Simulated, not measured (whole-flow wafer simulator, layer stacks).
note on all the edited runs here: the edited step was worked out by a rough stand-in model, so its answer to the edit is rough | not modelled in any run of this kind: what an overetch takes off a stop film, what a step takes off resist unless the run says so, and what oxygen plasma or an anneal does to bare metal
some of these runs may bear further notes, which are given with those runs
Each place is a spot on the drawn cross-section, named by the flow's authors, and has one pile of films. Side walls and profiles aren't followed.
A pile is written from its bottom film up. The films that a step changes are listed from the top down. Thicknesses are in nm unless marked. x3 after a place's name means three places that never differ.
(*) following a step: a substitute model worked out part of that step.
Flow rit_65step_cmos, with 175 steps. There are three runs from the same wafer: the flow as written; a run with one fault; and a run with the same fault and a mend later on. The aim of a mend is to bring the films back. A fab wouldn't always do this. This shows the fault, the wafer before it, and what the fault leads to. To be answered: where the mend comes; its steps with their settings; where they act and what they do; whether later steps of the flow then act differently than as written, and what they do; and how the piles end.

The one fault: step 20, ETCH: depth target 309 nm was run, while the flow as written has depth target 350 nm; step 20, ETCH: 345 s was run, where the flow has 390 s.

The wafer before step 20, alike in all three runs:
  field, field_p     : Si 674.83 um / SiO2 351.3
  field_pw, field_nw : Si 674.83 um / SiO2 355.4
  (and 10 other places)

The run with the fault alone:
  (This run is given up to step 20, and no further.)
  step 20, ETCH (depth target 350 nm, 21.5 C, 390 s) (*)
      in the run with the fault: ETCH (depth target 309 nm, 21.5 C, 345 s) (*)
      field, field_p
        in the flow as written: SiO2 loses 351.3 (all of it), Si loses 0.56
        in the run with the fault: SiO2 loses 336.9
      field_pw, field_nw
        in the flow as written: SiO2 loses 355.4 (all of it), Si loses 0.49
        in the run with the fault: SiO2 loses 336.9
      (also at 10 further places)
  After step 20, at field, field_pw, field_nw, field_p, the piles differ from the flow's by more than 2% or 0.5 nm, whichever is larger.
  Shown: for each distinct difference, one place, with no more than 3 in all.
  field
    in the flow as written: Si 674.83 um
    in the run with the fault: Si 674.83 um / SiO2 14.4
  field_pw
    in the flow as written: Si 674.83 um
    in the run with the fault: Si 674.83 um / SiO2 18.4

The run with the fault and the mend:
  The mend follows step 20.
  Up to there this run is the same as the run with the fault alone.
  step 20a, ETCH (depth target 41 nm, 21.5 C, 45 s) (a further turn of the flow's step 20, with different settings)
      field, field_p
        SiO2 loses 14.4 (all of it)
      field_pw, field_nw
        SiO2 loses 18.4 (all of it)
  Every later step of the flow that is run acts as written, at every place that is followed, to within 2% or 0.5 nm, whichever is larger.
  The piles end only slightly different from the flow's at the places that both follow, by no more than 2% or 0.5 nm, whichever is larger.
